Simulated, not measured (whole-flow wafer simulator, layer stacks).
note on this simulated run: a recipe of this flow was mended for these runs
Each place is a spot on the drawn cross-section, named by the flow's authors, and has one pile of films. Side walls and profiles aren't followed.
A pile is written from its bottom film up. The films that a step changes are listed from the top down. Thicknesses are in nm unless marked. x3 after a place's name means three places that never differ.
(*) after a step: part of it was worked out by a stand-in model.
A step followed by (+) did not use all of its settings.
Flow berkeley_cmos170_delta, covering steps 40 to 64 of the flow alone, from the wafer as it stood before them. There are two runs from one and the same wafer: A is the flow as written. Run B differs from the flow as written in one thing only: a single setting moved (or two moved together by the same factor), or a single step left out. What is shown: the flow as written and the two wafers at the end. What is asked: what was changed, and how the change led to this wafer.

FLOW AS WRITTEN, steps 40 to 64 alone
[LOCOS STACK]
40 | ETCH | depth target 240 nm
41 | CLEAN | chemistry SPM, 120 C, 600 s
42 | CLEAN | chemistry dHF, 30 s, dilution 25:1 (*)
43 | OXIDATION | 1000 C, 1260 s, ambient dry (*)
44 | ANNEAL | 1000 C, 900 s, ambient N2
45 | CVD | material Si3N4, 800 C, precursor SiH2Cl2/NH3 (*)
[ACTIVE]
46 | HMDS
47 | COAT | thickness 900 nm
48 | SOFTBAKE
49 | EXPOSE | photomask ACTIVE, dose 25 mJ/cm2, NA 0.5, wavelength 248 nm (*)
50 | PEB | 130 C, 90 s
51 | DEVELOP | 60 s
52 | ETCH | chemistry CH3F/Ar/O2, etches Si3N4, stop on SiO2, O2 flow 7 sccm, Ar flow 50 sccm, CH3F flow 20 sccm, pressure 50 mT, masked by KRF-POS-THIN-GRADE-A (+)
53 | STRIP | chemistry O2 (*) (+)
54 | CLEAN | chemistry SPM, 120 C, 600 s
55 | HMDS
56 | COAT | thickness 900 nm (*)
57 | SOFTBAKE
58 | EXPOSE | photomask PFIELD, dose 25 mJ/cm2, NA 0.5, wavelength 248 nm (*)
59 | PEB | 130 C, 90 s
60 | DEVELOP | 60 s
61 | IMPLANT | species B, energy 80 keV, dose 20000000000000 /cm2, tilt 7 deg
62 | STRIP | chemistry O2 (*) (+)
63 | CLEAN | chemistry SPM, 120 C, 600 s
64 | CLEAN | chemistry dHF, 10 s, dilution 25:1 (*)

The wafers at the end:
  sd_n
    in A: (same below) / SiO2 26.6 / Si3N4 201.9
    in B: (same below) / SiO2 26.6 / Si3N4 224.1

What caused this: step 45, CVD: 808 C was run, whereas the flow has 800 C.

The path from the change to this, step by step:
  45 | CVD | material Si3N4, 800 C, precursor SiH2Cl2/NH3 (*)
      field, sd_n, spacer_n and 6 more: A +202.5 Si3N4 (new film) | B +224.7 Si3N4 (new film)
  52 | ETCH | chemistry CH3F/Ar/O2, etches Si3N4, stop on SiO2, O2 flow 7 sccm, Ar flow 50 sccm, CH3F flow 20 sccm, pressure 50 mT, masked by KRF-POS-THIN-GRADE-A (+)
      sd_n, spacer_n, gate, sd_p, spacer_p, gate_p, contact, m1: A -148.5 KrF-resist | B -163.3 KrF-resist
      field: A -202.5 Si3N4 (all of it), -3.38 SiO2 | B -224.7 Si3N4 (all of it), -3.38 SiO2
  53 | STRIP | chemistry O2 (*) (+)
      sd_n, spacer_n, gate, sd_p, spacer_p, gate_p, contact, m1: A -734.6 KrF-resist (all of it) | B -719.8 KrF-resist (all of it)
